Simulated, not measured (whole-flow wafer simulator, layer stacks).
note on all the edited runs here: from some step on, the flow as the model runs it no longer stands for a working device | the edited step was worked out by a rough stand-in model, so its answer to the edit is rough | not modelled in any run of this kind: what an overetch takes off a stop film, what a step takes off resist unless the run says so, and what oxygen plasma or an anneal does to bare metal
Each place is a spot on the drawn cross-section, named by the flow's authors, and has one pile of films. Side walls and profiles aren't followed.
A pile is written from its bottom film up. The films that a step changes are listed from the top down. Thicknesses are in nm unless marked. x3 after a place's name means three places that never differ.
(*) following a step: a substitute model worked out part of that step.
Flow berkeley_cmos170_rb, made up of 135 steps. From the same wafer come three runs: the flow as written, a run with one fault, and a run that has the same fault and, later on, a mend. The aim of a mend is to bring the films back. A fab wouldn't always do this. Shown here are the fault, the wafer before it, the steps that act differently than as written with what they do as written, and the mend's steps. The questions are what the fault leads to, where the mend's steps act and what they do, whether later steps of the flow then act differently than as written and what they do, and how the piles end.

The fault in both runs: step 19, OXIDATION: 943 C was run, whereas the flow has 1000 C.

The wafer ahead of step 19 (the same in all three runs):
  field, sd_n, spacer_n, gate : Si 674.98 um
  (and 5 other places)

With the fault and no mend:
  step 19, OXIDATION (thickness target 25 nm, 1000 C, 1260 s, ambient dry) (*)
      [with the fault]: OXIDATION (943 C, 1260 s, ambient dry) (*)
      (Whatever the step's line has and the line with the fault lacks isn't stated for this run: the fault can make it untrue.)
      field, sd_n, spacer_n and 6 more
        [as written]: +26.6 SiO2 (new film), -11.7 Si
        [with the fault]: +15.1 SiO2 (new film), -6.65 Si
  Steps further on in the flow that do not act as written:
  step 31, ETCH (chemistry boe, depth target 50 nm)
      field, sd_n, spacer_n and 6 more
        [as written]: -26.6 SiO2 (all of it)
        [with the fault]: -15.1 SiO2 (all of it)
  The piles end only slightly different from the flow's at the places that both follow, by no more than 2% or 0.5 nm, whichever is larger.

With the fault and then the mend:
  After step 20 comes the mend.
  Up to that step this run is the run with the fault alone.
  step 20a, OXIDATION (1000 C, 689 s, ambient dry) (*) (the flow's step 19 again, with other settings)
      field, sd_n, spacer_n and 6 more
        +11.4 SiO2, -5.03 Si
  None of the later steps of the flow differs from how it acts as written, at any place that is followed, by more than 2% or 0.5 nm, whichever is larger.
  The piles end the same as the flow's at every place that both follow.
